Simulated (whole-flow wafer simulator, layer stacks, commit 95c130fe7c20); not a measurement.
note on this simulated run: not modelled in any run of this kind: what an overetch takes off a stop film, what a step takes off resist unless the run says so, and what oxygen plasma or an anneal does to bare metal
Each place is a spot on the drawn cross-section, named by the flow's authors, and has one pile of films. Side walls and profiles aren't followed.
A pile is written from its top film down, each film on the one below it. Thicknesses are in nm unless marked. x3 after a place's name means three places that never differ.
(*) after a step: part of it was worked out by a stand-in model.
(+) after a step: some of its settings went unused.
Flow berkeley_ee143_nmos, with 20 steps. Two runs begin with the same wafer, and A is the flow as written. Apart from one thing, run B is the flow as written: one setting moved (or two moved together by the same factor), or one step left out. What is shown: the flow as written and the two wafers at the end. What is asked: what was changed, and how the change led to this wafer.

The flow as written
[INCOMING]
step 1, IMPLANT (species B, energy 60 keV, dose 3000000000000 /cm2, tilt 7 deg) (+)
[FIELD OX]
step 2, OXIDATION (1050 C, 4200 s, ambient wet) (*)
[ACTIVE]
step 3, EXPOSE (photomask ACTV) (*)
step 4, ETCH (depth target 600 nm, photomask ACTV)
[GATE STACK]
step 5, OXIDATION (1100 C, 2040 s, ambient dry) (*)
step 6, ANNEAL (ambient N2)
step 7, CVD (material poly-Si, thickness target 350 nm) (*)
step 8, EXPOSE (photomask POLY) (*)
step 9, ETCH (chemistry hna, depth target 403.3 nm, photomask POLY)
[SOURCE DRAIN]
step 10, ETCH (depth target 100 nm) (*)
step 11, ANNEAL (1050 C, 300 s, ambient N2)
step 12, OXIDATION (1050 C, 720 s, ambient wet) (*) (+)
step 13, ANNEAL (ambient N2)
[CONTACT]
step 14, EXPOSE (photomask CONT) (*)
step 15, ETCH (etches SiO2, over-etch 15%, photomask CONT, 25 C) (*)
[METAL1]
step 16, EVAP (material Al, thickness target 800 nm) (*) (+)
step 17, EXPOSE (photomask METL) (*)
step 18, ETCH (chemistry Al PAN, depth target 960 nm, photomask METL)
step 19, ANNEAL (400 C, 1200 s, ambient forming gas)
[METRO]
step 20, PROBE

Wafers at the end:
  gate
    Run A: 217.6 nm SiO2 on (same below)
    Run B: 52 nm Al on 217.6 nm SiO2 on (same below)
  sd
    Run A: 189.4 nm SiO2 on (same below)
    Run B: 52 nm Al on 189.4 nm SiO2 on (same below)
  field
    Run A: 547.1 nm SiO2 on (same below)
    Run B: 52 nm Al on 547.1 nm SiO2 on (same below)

The reason: step 18, ETCH: depth target 748 nm was run, whereas the flow has depth target 960 nm.

The path from the change to this, step by step:
  step 18, ETCH (chemistry Al PAN, depth target 960 nm, photomask METL)
      gate, sd, field: A Al loses 800 (all of it) | B Al loses 748
Taking metal films that touch as one body, gate has 1 body; the flow as written gives 0 bodies.
Taking metal films that touch as one body, sd has 1 body; the flow as written gives 0 bodies.
Taking metal films that touch as one body, field has 1 body; the flow as written gives 0 bodies.
